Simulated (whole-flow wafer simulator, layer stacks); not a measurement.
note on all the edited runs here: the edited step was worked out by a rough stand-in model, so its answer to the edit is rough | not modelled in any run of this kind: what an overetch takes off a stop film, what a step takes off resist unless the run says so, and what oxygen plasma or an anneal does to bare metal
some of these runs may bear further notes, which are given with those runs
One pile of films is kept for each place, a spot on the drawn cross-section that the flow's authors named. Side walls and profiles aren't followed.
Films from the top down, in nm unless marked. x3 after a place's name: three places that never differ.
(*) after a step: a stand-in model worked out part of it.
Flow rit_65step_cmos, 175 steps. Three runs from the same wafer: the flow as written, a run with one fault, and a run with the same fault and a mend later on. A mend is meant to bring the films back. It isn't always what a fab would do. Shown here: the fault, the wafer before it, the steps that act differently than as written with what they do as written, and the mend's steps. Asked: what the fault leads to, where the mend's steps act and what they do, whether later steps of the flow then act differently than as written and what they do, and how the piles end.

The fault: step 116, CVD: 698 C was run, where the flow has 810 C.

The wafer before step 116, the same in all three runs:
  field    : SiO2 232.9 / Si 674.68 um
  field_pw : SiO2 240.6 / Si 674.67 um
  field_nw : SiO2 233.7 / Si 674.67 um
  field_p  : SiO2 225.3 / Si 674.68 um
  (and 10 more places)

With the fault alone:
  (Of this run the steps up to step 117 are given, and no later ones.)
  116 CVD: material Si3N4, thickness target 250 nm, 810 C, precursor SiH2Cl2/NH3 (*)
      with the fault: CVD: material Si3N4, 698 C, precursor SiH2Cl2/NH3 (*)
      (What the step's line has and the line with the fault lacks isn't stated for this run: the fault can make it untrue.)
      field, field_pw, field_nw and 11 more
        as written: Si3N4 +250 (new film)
        with the fault: Si3N4 +34.6 (new film)
  No later step of the flow up to step 117 acts differently than as written at any place that is followed.
  After step 117 the piles differ from the flow's by more than 2% or 0.5 nm, whichever is larger, at field, field_pw, field_nw and 11 more.
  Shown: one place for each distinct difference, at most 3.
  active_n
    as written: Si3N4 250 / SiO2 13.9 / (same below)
    with the fault: Si3N4 34.6 / SiO2 13.9 / (same below)
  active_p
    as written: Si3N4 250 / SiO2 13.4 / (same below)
    with the fault: Si3N4 34.6 / SiO2 13.4 / (same below)
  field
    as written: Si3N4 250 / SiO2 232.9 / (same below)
    with the fault: Si3N4 34.6 / SiO2 232.9 / (same below)

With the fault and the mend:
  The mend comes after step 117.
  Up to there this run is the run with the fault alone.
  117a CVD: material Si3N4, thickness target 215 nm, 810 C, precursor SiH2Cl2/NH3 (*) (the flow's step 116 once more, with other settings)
      field, field_pw, field_nw and 11 more
        Si3N4 +215
  No later step of the flow acts differently than as written, at any place that is followed, by more than 2% or 0.5 nm, whichever is larger.
  At the end the piles differ from the flow's only slightly at the places that both follow, by at most 2% or 0.5 nm, whichever is larger.
